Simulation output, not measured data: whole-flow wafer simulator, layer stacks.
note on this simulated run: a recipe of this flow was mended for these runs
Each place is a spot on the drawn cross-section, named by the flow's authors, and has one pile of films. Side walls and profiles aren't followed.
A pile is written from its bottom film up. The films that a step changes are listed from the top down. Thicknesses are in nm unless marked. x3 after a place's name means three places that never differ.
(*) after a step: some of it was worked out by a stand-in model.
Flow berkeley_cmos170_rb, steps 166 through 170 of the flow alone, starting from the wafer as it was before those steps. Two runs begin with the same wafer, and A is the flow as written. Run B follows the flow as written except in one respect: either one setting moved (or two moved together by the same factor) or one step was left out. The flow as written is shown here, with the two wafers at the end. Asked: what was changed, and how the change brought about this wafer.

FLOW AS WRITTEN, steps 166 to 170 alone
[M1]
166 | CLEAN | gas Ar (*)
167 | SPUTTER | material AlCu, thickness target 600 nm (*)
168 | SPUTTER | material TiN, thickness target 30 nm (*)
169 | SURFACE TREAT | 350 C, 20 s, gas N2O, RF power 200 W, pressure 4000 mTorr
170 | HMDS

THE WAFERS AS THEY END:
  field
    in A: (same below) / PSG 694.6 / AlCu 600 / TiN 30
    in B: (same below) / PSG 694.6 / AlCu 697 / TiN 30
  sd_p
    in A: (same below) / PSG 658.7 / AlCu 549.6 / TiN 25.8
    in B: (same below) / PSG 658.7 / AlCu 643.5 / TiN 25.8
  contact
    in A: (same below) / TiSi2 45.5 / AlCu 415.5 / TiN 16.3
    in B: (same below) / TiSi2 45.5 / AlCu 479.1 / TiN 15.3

Cause: step 167, SPUTTER: thickness target 697 nm was run, while the flow as written has thickness target 600 nm.
One can read it off the wafer: field has AlCu 697, and step 167 as written asks for 600 nm.

The path from the change to this, step by step:
  167 | SPUTTER | material AlCu, thickness target 600 nm (*)
      field, sd_n, spacer_n, gate, spacer_p, gate_p, m1: A AlCu gains 600 (new film) | B AlCu gains 697 (new film)
      sd_p: A AlCu gains 549.6 (new film) | B AlCu gains 643.5 (new film)
      (and at 1 other place as well)
  168 | SPUTTER | material TiN, thickness target 30 nm (*)
      contact: A TiN gains 16.3 (new film) | B TiN gains 15.3 (new film)
